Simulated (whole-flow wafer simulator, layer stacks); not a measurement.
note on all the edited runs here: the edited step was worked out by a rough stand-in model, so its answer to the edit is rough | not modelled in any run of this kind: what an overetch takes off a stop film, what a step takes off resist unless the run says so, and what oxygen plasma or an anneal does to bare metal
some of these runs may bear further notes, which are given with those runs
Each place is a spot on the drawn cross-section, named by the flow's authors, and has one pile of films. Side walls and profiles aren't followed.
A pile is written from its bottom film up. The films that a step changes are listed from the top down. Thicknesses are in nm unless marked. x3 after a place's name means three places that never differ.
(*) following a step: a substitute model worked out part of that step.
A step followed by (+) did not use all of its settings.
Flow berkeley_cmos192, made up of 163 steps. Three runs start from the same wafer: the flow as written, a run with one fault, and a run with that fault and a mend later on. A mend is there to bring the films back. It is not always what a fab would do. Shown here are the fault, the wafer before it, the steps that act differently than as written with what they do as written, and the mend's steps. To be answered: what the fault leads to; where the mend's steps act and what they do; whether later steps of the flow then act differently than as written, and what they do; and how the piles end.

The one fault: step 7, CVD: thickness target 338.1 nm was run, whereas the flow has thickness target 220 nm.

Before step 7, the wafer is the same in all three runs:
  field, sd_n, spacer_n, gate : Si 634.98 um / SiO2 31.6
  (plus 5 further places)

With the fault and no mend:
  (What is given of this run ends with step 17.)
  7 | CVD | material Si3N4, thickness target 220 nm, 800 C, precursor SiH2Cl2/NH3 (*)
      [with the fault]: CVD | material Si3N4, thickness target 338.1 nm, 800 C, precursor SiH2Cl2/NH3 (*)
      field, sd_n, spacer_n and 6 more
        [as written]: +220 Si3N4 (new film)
        [with the fault]: +338.1 Si3N4 (new film)
  Steps further on in the flow that do not act as written:
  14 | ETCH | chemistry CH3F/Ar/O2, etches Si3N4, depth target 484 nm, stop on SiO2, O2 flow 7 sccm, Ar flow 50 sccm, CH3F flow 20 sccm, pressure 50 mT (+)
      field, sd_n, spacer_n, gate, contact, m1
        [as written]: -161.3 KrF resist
        [with the fault]: -240.1 KrF resist
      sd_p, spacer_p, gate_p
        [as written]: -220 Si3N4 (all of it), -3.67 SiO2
        [with the fault]: -338.1 Si3N4 (all of it), -3.67 SiO2
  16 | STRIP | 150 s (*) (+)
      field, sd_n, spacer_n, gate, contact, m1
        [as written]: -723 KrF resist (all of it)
        [with the fault]: -644.3 KrF resist (all of it)
  The piles after step 17 differ from the flow's at field, sd_n, spacer_n, gate, contact, m1 by more than 2% or 0.5 nm, whichever is larger.
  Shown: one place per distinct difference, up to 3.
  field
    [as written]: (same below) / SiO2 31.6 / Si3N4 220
    [with the fault]: (same below) / SiO2 31.6 / Si3N4 338.1

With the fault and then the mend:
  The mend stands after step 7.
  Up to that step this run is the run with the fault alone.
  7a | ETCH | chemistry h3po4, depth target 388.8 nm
      field, sd_n, spacer_n and 6 more
        -338.1 Si3N4 (all of it)
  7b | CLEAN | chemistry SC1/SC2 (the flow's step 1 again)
      leaves every film unchanged at each place that is followed
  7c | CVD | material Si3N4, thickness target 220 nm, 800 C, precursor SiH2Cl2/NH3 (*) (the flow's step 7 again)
      field, sd_n, spacer_n and 6 more
        +220 Si3N4 (new film)
  Every later step of the flow that is run acts as written at every place that is followed.
  By the end, the piles equal the flow's at every place that both follow.
